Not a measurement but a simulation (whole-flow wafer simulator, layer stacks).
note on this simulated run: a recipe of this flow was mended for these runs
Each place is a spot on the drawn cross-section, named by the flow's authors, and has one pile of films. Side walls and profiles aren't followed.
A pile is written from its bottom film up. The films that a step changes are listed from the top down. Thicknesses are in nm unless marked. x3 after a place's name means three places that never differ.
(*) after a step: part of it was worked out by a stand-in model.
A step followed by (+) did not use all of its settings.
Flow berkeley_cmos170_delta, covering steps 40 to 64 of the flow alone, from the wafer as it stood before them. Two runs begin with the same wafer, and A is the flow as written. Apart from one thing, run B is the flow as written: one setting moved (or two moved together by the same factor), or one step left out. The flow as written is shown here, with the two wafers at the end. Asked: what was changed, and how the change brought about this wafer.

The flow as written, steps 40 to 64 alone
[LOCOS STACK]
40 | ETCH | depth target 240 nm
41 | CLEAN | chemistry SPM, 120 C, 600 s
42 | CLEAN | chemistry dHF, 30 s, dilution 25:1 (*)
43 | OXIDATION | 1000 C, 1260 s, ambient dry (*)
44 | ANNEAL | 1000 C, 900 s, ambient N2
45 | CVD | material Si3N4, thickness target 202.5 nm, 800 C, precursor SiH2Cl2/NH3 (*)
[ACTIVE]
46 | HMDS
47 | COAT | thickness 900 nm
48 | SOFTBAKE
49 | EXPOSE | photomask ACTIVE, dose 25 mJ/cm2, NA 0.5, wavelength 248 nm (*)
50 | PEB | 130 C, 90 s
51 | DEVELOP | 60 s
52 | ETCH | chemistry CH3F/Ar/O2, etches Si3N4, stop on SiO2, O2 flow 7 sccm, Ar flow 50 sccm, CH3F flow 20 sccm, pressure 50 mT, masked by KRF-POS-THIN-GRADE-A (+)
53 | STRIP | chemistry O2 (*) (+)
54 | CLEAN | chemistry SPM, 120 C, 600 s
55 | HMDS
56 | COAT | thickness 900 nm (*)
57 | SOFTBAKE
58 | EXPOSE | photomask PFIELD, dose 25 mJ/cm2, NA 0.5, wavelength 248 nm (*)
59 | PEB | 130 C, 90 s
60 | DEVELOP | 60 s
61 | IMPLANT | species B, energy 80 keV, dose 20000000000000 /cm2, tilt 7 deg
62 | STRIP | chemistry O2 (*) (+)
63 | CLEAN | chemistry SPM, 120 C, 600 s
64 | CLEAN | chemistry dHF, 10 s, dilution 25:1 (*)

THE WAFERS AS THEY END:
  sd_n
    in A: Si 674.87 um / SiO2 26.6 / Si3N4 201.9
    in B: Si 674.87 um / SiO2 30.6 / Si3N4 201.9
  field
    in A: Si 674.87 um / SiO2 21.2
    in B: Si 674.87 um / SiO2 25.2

What caused this: step 43, OXIDATION: 1016 C was run, whereas the flow has 1000 C.

The path from the change to this, step by step:
  43 | OXIDATION | 1000 C, 1260 s, ambient dry (*)
      field, sd_n, spacer_n and 6 more: A SiO2 gains 26.6 (new film), Si loses 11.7 | B SiO2 gains 30.6 (new film), Si loses 13.5
